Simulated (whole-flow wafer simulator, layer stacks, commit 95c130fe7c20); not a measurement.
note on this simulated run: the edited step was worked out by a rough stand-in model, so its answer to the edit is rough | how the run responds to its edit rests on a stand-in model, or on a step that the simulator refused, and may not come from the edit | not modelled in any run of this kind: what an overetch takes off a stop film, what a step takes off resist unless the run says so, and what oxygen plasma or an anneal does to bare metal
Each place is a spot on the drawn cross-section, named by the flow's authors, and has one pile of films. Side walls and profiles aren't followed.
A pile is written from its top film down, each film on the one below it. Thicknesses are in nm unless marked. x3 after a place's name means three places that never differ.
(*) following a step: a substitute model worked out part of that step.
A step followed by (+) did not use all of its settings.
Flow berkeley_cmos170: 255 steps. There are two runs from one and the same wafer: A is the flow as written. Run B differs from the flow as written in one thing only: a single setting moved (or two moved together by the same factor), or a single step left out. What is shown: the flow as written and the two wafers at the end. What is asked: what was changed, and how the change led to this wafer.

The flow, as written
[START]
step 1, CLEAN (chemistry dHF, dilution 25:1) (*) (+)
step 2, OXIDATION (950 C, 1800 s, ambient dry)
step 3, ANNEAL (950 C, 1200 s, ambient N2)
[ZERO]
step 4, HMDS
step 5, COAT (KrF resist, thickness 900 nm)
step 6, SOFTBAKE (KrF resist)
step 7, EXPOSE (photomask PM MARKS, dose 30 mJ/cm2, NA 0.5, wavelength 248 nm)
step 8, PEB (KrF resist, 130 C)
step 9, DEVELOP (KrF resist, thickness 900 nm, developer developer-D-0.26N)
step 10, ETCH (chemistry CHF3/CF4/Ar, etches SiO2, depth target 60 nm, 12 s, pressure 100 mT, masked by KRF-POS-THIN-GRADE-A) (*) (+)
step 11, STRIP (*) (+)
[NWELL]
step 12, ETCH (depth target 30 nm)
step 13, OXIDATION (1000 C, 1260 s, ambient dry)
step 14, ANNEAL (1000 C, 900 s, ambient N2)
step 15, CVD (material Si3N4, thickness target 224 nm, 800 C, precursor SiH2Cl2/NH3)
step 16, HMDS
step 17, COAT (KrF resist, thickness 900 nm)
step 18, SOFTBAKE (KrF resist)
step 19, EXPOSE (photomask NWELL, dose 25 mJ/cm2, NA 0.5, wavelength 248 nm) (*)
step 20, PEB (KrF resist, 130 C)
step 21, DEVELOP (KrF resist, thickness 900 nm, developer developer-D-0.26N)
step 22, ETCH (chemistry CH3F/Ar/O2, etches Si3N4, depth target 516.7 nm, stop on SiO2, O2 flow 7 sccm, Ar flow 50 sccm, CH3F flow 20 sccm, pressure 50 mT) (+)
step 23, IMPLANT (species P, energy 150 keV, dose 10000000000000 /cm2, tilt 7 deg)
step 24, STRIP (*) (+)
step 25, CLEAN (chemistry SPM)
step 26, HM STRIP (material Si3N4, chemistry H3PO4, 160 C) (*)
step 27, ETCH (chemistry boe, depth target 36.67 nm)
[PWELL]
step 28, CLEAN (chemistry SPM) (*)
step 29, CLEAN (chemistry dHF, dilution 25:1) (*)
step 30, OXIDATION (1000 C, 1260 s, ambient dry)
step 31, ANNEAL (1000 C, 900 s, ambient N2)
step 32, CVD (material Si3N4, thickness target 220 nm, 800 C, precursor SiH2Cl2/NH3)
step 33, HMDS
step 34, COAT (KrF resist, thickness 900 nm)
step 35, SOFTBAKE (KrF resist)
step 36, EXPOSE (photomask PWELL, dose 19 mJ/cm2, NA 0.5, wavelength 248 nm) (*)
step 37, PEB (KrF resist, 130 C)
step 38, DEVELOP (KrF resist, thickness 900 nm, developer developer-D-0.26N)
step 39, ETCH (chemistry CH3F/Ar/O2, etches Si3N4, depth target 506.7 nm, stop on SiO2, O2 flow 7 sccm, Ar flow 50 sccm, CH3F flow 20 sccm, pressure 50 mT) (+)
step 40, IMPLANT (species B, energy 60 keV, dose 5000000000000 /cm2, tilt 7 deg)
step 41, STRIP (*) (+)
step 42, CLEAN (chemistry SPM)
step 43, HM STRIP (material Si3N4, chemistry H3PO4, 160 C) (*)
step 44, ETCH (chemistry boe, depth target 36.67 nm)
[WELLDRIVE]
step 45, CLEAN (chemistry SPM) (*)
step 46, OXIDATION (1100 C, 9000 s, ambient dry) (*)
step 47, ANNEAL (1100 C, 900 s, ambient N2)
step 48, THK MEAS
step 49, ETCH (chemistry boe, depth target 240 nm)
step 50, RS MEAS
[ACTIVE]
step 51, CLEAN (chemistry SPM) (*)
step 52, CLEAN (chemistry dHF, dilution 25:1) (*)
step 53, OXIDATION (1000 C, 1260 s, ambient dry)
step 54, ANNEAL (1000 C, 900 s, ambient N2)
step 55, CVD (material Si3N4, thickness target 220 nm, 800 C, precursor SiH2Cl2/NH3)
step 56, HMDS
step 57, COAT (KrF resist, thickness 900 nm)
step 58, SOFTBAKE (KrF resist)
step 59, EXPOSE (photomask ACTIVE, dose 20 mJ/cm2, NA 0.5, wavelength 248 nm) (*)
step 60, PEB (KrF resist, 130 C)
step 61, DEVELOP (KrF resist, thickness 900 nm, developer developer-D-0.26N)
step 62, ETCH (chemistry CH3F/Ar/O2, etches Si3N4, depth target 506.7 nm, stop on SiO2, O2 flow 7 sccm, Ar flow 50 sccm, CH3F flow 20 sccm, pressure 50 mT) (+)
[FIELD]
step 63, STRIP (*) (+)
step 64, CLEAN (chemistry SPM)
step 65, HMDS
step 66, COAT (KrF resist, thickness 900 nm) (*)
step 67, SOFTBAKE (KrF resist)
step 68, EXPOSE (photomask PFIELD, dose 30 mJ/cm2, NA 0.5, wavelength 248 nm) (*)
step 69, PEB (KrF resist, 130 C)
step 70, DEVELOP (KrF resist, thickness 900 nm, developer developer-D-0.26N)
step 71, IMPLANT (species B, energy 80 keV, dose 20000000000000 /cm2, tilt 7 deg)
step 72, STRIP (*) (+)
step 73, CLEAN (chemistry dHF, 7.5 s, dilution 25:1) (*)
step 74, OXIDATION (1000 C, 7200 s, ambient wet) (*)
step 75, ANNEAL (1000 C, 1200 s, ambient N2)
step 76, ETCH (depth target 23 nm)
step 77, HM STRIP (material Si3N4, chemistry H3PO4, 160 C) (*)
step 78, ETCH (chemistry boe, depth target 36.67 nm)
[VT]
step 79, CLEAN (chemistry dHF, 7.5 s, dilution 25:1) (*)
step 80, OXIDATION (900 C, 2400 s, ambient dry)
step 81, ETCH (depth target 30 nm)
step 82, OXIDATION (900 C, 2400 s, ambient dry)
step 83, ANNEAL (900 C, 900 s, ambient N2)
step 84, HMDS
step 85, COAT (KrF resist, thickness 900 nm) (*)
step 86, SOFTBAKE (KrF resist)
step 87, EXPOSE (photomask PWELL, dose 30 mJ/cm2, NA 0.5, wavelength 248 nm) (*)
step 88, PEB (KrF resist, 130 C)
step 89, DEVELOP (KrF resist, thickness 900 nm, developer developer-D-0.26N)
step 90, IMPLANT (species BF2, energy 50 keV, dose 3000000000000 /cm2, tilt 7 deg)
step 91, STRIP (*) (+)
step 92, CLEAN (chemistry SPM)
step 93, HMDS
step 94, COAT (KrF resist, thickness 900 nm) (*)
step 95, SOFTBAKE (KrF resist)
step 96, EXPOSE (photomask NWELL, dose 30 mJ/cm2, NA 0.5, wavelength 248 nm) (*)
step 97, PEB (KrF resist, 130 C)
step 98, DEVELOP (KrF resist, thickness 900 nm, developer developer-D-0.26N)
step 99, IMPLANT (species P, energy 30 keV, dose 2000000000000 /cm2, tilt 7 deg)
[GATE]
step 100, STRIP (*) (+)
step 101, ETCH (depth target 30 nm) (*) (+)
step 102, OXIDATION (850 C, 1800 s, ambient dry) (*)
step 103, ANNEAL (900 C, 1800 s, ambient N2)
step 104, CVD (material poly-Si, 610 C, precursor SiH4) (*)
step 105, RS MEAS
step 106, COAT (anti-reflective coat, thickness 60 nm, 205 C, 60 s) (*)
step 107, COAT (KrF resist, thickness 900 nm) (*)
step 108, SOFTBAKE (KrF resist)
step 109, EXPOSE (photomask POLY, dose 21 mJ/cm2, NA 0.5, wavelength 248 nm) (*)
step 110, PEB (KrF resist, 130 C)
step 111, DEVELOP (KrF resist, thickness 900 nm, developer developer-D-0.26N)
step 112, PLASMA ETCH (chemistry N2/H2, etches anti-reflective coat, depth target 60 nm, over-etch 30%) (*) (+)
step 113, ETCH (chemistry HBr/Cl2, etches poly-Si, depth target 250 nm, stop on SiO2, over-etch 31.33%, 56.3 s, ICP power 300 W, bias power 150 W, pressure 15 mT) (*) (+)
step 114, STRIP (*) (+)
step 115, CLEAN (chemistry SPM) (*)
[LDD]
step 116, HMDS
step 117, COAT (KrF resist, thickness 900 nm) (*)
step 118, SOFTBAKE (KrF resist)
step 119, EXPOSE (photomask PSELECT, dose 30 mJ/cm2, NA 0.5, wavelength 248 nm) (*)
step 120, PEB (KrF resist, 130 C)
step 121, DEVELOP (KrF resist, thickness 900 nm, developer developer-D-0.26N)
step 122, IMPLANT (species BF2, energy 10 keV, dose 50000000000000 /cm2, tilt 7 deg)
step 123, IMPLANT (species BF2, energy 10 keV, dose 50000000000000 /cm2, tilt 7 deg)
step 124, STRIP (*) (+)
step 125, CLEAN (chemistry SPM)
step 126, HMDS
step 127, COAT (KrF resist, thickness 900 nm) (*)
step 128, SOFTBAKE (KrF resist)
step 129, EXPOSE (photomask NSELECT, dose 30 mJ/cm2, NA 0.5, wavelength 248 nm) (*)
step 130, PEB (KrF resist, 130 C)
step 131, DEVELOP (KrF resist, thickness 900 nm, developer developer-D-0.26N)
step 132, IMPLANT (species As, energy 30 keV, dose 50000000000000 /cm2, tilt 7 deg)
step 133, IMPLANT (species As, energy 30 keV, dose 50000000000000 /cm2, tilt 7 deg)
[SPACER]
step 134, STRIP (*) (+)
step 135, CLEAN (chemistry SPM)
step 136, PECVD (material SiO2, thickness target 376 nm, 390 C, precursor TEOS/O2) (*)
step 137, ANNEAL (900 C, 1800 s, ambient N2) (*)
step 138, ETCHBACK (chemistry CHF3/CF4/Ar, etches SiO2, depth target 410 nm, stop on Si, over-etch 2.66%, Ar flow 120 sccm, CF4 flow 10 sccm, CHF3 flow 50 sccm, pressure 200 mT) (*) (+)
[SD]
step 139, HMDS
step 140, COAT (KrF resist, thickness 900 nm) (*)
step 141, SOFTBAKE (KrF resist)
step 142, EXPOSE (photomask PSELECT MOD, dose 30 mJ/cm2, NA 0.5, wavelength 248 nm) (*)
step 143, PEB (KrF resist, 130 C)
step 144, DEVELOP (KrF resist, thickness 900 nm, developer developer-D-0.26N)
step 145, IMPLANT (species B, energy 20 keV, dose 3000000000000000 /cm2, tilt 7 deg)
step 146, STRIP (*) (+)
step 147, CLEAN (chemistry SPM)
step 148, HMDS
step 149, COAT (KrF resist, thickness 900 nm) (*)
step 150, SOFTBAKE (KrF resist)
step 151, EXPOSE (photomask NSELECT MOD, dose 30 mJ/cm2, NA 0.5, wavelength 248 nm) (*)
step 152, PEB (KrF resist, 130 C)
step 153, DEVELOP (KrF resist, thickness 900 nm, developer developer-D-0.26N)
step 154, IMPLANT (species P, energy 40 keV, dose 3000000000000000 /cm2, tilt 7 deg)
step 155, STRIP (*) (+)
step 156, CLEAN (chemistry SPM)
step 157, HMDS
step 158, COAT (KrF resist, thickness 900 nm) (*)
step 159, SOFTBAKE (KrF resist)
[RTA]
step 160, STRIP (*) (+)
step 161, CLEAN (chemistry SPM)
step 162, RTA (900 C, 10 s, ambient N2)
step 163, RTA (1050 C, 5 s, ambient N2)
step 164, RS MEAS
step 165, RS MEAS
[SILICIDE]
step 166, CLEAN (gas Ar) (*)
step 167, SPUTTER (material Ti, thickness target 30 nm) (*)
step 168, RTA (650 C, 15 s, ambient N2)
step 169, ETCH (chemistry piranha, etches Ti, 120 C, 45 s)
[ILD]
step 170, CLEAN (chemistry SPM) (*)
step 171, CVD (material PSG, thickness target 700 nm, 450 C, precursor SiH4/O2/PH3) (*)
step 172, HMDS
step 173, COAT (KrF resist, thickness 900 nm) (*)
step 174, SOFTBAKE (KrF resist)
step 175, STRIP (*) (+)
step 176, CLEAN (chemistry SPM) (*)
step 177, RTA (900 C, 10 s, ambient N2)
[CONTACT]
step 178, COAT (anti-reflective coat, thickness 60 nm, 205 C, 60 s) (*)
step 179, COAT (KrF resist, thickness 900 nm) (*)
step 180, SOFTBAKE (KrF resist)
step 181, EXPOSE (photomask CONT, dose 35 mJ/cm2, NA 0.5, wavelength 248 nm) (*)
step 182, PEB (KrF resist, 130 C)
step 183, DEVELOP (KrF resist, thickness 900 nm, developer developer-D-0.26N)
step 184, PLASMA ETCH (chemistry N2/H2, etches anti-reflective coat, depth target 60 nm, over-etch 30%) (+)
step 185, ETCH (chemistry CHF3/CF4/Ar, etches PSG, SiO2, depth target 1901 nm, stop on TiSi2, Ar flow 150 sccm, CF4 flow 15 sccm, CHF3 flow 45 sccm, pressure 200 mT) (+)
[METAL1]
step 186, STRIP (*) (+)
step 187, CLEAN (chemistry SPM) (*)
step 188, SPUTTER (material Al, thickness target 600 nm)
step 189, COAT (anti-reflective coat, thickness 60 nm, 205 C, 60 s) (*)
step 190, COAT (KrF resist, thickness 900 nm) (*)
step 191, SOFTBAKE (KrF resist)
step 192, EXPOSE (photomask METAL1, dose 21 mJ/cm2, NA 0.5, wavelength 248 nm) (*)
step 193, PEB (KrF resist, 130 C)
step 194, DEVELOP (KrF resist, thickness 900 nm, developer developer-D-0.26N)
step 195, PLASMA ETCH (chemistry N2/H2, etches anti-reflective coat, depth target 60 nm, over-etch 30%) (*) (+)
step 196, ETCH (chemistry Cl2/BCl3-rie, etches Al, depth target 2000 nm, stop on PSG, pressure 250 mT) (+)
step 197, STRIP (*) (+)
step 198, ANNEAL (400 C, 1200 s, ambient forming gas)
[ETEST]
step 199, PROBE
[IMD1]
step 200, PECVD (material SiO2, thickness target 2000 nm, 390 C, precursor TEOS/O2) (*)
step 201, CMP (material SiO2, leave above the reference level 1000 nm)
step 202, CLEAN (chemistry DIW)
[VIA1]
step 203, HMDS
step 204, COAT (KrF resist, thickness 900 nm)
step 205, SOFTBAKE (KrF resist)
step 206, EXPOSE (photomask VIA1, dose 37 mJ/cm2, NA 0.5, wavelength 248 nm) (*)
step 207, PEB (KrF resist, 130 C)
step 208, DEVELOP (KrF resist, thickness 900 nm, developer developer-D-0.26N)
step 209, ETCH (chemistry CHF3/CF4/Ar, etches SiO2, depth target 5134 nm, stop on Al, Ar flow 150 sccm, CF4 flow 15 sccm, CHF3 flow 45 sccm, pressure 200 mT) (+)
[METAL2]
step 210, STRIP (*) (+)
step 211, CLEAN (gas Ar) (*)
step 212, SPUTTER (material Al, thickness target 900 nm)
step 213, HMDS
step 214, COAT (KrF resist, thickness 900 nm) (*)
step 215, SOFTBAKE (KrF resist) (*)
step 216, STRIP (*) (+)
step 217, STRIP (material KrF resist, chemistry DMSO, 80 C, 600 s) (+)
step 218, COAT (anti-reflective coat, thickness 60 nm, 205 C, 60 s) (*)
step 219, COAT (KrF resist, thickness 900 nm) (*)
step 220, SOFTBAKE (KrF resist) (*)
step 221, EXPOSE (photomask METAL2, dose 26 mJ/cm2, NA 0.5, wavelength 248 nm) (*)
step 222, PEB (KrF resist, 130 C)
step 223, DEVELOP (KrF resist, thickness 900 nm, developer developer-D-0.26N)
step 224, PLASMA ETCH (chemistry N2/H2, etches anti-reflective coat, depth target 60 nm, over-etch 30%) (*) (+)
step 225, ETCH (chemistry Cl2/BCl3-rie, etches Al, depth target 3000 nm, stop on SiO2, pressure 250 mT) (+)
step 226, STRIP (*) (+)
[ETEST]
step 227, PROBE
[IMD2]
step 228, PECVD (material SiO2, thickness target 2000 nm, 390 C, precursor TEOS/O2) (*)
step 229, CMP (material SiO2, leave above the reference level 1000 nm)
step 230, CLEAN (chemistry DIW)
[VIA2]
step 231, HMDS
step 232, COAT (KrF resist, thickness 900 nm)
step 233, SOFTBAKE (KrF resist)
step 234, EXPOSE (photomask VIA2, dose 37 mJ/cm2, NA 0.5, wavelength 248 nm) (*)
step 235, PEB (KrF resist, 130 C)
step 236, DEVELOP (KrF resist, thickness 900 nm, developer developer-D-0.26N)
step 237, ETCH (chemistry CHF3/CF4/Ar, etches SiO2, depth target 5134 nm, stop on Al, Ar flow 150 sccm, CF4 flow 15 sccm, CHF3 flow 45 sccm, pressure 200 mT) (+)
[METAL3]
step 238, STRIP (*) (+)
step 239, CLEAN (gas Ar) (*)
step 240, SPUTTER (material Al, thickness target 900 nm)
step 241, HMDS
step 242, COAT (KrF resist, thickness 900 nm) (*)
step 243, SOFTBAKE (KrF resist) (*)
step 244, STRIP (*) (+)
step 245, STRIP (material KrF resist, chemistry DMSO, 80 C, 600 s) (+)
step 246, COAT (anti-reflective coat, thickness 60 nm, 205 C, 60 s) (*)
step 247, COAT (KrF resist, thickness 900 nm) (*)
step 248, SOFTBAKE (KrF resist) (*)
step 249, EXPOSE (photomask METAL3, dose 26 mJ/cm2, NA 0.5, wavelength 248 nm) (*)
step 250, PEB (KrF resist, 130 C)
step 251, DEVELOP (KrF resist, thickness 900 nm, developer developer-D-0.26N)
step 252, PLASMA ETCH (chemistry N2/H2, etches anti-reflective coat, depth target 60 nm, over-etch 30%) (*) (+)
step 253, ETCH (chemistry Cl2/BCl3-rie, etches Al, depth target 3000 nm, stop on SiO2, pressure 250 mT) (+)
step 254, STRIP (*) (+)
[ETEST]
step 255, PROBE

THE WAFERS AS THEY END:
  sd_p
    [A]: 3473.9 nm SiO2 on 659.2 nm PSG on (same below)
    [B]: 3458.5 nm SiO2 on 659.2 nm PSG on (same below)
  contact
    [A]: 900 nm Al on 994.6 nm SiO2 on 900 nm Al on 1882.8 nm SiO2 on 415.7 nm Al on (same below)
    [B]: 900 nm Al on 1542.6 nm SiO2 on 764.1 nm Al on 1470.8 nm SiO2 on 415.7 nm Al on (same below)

What caused this: step 200, PECVD: thickness target 1600 nm was run, while the flow as written has thickness target 2000 nm.

How this came from the change, step by step:
  step 200, PECVD (material SiO2, thickness target 2000 nm, 390 C, precursor TEOS/O2) (*)
      field, sd_n, spacer_n and 7 more: A +2000 SiO2 (new film) | B +1600 SiO2 (new film)
      sd_p: A +1976.3 SiO2 (new film) | B +1581.7 SiO2 (new film)
      (also at 1 further place)
  step 201, CMP (material SiO2, leave above the reference level 1000 nm)
      sd_n: A -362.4 SiO2 | B nothing
      sd_p: A -335.3 SiO2 | B nothing
      (also at 10 further places)
  step 204, COAT (KrF resist, thickness 900 nm)
      sd_p: A +900 KrF resist (new film) | B +939.9 KrF resist (new film)
      contact: A +900 KrF resist (new film) | B +1289.4 KrF resist (new film)
  step 207, PEB (KrF resist, 130 C)
      contact: A -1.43 KrF resist | B -2.2 KrF resist
  step 210, STRIP (*) (+)
      sd_n: A -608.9 KrF resist (all of it) | B -625.8 KrF resist (all of it)
      sd_p: A -608.9 KrF resist (all of it) | B -648.8 KrF resist (all of it)
      (also at 3 further places)
  step 212, SPUTTER (material Al, thickness target 900 nm)
      contact: A +900 Al (new film) | B +764.1 Al (new film)
  step 214, COAT (KrF resist, thickness 900 nm) (*)
      sd_p: A +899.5 KrF resist (new film) | B +937.8 KrF resist (new film)
      spacer_p: A +899.7 KrF resist (new film) | B +881.2 KrF resist (new film)
      (also at 1 further place)
  step 216, STRIP (*) (+)
      sd_p: A -899.5 KrF resist (all of it) | B -937.8 KrF resist (all of it)
      spacer_p: A -899.7 KrF resist (all of it) | B -881.2 KrF resist (all of it)
      (also at 1 further place)
  step 218, COAT (anti-reflective coat, thickness 60 nm, 205 C, 60 s) (*)
      field: A +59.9 anti-reflective coat (new film) | B +56.7 anti-reflective coat (new film)
      sd_n: A +64.1 anti-reflective coat (new film) | B +45.8 anti-reflective coat (new film)
      (also at 7 further places)
  step 219, COAT (KrF resist, thickness 900 nm) (*)
      gate_n: A +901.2 KrF resist (new film) | B +878.6 KrF resist (new film)
      sd_p: A +899.4 KrF resist (new film) | B +922.8 KrF resist (new film)
      (also at 2 further places)
  step 223, DEVELOP (KrF resist, thickness 900 nm, developer developer-D-0.26N)
      gate_n: A -899.7 KrF resist (all of it) | B -877.2 KrF resist (all of it)
      sd_p: A -898 KrF resist (all of it) | B -921.4 KrF resist (all of it)
      (also at 1 further place)
  step 224, PLASMA ETCH (chemistry N2/H2, etches anti-reflective coat, depth target 60 nm, over-etch 30%) (*) (+)
      contact, m1, via1, m2, via2: A -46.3 KrF resist | B -51.4 KrF resist
      field: A -59.9 anti-reflective coat (all of it) | B -56.7 anti-reflective coat (all of it)
      (also at 5 further places)
  step 226, STRIP (*) (+)
      contact: A -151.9 KrF resist (all of it), -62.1 anti-reflective coat (all of it) | B -273 KrF resist (all of it), -428.9 anti-reflective coat (all of it)
      m1: A -162.4 KrF resist (all of it), -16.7 anti-reflective coat (all of it) | B -150.3 KrF resist (all of it), -14.5 anti-reflective coat (all of it)
      (also at 2 further places)
  step 229, CMP (material SiO2, leave above the reference level 1000 nm)
      sd_p: A -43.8 SiO2 | B nothing
      sd_n: A -43.8 SiO2 | B -6.12 SiO2
      (also at 1 further place)
  step 246, COAT (anti-reflective coat, thickness 60 nm, 205 C, 60 s) (*)
      spacer_p, gate_p: A +59.9 anti-reflective coat (new film) | B +52 anti-reflective coat (new film)
      sd_p: A +59.9 anti-reflective coat (new film) | B +66.9 anti-reflective coat (new film)
  step 252, PLASMA ETCH (chemistry N2/H2, etches anti-reflective coat, depth target 60 nm, over-etch 30%) (*) (+)
      contact, m1, via1, m2, via2: A -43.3 KrF resist | B -48.3 KrF resist
      spacer_p, gate_p: A -59.9 anti-reflective coat (all of it) | B -52 anti-reflective coat (all of it)
      (also at 1 further place)
  step 254, STRIP (*) (+)
      contact: A -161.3 KrF resist (all of it), -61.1 anti-reflective coat (all of it) | B -155.7 KrF resist (all of it), -61.3 anti-reflective coat (all of it)
      m1: A -158.8 KrF resist (all of it), -41 anti-reflective coat (all of it) | B -153.9 KrF resist (all of it), -40.5 anti-reflective coat (all of it)
      (also at 2 further places)
